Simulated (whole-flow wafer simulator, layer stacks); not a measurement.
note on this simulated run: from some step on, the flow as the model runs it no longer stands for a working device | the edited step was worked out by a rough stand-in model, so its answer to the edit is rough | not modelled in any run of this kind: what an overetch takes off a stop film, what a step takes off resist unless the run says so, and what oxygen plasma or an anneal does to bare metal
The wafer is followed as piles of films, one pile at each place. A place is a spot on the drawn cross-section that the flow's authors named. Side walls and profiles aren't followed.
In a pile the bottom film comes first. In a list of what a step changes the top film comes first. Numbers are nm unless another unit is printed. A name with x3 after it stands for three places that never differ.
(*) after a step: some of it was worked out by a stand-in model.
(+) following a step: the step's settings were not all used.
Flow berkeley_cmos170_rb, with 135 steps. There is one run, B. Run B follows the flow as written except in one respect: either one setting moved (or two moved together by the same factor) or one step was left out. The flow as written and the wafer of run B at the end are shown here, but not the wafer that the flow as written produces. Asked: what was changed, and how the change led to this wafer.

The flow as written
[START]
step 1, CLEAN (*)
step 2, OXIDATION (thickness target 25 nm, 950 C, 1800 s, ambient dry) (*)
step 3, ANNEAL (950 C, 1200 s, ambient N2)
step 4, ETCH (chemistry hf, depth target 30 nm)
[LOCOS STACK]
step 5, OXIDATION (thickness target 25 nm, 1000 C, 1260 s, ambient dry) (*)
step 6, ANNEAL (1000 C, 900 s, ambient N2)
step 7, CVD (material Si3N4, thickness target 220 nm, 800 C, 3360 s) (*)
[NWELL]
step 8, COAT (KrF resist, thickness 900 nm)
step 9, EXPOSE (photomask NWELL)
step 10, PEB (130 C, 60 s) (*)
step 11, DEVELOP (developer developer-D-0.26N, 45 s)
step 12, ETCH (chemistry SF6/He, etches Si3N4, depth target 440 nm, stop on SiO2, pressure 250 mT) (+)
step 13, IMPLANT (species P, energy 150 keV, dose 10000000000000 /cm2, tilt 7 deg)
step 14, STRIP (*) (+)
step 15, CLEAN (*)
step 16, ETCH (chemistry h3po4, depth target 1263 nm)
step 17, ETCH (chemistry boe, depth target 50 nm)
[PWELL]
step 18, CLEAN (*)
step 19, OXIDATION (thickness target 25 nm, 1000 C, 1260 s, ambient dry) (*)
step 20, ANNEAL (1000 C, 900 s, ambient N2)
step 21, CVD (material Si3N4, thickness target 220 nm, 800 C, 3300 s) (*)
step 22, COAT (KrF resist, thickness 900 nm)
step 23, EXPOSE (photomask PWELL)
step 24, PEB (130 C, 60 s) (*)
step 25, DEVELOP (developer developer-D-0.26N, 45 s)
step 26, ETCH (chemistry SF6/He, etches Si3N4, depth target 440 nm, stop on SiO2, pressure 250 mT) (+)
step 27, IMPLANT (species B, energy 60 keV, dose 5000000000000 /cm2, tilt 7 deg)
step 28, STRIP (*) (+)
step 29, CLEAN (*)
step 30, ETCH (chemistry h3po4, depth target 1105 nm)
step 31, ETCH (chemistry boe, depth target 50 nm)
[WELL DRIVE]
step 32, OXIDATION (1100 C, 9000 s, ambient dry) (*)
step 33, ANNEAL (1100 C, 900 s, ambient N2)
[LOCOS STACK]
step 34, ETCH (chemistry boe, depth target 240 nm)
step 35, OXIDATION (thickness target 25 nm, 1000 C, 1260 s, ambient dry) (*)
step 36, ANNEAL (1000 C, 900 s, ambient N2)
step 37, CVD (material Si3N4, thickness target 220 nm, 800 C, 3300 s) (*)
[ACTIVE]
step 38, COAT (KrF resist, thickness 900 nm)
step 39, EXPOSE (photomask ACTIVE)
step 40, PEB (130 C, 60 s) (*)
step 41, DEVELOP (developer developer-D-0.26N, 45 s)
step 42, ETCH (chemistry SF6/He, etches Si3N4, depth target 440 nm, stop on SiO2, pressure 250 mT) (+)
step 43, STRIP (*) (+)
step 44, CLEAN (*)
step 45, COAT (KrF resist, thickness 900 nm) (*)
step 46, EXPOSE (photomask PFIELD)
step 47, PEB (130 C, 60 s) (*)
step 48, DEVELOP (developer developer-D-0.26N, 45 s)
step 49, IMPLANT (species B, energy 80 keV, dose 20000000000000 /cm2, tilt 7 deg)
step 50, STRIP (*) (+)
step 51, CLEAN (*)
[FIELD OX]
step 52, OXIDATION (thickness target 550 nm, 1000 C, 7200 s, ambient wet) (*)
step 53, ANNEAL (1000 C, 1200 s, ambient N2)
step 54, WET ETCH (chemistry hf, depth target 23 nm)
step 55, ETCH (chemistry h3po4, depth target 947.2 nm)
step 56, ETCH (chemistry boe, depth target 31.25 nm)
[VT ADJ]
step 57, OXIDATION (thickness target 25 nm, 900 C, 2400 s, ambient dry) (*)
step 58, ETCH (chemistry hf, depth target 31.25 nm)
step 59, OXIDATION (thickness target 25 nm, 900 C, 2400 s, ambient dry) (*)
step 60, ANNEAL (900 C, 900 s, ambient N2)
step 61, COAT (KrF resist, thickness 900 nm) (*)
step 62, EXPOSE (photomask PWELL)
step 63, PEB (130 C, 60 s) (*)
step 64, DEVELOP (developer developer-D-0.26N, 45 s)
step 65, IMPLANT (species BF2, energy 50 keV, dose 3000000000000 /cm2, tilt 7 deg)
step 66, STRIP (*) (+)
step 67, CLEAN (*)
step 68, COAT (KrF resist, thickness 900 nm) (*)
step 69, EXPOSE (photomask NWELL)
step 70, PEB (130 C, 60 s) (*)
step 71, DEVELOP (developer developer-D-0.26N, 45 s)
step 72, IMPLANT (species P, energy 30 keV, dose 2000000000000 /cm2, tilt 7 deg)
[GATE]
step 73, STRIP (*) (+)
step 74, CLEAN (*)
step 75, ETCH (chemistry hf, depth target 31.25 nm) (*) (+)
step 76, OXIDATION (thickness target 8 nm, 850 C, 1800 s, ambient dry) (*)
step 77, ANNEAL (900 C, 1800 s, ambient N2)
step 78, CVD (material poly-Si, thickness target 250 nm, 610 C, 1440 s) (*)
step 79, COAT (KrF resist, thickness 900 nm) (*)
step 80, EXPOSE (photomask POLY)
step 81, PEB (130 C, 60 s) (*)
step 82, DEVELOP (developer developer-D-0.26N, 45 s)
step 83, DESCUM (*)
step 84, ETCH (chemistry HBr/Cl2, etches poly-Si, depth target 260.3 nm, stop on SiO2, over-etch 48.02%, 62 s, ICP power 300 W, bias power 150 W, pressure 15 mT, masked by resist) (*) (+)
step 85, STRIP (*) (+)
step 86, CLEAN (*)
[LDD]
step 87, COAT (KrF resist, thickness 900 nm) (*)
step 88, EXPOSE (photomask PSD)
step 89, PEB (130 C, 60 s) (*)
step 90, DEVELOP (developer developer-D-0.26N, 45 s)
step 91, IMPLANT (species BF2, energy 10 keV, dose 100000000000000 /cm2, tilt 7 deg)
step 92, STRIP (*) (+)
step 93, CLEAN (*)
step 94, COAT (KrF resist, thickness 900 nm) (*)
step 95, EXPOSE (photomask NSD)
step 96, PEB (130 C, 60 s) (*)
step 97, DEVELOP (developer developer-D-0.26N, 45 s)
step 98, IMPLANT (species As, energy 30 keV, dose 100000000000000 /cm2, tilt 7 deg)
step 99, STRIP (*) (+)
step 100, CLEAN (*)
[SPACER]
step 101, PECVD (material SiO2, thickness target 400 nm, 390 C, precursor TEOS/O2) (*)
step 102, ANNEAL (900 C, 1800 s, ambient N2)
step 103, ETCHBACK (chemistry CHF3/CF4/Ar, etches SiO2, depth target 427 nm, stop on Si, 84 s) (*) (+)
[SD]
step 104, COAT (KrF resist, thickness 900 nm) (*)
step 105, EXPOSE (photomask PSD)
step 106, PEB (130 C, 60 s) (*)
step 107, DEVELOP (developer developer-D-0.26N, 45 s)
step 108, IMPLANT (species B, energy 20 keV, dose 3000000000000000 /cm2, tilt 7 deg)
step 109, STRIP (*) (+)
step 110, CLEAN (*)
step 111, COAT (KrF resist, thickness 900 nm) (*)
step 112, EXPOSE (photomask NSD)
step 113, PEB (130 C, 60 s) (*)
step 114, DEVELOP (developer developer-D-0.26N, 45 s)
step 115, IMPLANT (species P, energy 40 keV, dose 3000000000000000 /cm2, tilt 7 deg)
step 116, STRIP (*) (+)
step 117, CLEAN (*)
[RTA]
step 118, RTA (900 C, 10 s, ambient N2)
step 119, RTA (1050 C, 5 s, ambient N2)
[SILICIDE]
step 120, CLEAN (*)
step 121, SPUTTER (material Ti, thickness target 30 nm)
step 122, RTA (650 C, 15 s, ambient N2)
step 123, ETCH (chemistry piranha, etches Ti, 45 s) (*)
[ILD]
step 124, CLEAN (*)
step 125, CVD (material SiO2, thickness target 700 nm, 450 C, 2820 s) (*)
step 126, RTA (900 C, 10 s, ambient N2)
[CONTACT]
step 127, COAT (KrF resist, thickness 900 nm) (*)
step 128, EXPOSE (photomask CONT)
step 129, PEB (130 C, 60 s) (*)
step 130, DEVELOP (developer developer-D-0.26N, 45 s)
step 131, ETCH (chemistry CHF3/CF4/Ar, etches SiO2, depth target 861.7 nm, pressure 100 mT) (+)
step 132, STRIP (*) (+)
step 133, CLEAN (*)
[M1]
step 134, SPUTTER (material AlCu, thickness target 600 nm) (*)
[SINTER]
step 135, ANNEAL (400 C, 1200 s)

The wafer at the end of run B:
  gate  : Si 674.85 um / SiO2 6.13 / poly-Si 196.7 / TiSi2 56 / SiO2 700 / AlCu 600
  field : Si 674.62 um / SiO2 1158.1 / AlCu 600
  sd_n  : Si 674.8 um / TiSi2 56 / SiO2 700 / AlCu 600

What caused this: step 76, OXIDATION: 1260 s was run, whereas the flow has 1800 s.

How this came from the change, step by step:
  step 76, OXIDATION (thickness target 8 nm, 850 C, 1800 s, ambient dry) (*)
      sd_n, spacer_n, gate, sd_p, spacer_p, gate_p, contact, m1: SiO2 gains 6.13 (new film), Si loses 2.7 (in the flow as written it would be: SiO2 gains 7.53 (new film), Si loses 3.31)
